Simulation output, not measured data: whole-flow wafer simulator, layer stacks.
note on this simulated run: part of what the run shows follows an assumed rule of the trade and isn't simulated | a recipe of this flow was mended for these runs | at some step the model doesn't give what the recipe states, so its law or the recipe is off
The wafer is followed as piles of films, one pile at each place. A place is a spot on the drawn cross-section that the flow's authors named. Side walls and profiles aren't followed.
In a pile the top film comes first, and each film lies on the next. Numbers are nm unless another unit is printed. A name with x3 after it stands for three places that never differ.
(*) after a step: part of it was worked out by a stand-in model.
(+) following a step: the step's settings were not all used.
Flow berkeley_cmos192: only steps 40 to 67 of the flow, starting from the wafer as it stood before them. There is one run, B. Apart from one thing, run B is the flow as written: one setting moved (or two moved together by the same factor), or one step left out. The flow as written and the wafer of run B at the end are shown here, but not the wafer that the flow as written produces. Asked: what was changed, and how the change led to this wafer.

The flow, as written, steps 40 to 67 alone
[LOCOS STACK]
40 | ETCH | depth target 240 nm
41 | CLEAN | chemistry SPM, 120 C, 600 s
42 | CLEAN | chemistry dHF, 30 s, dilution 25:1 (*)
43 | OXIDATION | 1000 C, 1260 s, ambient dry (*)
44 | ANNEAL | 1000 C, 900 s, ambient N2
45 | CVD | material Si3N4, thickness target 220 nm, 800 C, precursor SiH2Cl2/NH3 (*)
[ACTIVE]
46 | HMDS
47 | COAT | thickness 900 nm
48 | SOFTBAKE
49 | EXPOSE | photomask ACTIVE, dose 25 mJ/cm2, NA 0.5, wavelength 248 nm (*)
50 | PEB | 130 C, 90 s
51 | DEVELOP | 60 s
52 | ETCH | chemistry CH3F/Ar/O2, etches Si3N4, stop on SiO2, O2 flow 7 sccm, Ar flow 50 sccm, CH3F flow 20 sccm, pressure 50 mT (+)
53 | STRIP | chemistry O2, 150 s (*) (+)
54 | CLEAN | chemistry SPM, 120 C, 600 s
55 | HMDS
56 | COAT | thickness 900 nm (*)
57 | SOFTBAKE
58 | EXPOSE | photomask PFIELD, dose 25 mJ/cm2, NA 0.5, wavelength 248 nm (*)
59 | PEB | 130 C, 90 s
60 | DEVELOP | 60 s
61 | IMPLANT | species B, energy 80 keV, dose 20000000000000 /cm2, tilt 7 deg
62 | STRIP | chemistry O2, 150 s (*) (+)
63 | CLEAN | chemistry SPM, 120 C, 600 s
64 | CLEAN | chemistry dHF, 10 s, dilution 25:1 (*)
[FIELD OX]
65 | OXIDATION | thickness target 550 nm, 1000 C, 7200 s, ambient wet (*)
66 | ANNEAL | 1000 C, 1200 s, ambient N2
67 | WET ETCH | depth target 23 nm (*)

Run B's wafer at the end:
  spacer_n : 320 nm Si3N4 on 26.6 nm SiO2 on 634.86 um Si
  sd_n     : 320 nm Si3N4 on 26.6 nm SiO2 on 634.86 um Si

Cause: step 45, CVD: 835 C was run, though the flow has 800 C.

Step by step, how the change led to this:
  45 | CVD | material Si3N4, thickness target 220 nm, 800 C, precursor SiH2Cl2/NH3 (*)
      field, sd_n, spacer_n and 6 more: +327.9 Si3N4 (new film) (it would be, as written: +220 Si3N4 (new film))
  52 | ETCH | chemistry CH3F/Ar/O2, etches Si3N4, stop on SiO2, O2 flow 7 sccm, Ar flow 50 sccm, CH3F flow 20 sccm, pressure 50 mT (+)
      sd_n, spacer_n, gate, sd_p, spacer_p, gate_p, contact, m1: -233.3 KrF-resist (it would be, as written: -161.3 KrF-resist)
      field: -327.9 Si3N4 (all of it), -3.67 SiO2 (it would be, as written: -220 Si3N4 (all of it), -3.67 SiO2)
  53 | STRIP | chemistry O2, 150 s (*) (+)
      sd_n, spacer_n, gate, sd_p, spacer_p, gate_p, contact, m1: -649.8 KrF-resist (all of it) (it would be, as written: -721.7 KrF-resist (all of it))
  56 | COAT | thickness 900 nm (*)
      field: +991.8 KrF-resist (new film) (it would be, as written: +961.2 KrF-resist (new film))
      sd_n: +730.7 KrF-resist (new film) (it would be, as written: +785.2 KrF-resist (new film))
      (also at 7 further places)
  60 | DEVELOP | 60 s
      field: -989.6 KrF-resist (all of it) (it would be, as written: -959 KrF-resist (all of it))
  62 | STRIP | chemistry O2, 150 s (*) (+)
      sd_n: -714.2 KrF-resist (all of it) (it would be, as written: -768.5 KrF-resist (all of it))
      spacer_n: -764.4 KrF-resist (all of it) (it would be, as written: -801.2 KrF-resist (all of it))
      (also at 6 further places)
  65 | OXIDATION | thickness target 550 nm, 1000 C, 7200 s, ambient wet (*)
      sd_n, sd_p: +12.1 SiO2 (new film), -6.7 Si3N4 (it would be, as written: +12.1 SiO2 (new film), -6.7 Si3N4, +0.06 SiO2, -0.06 Si)
      gate: +12.1 SiO2 (new film), -6.7 Si3N4 (it would be, as written: +12.1 SiO2 (new film), -6.7 Si3N4, +0.05 SiO2, -0.05 Si)
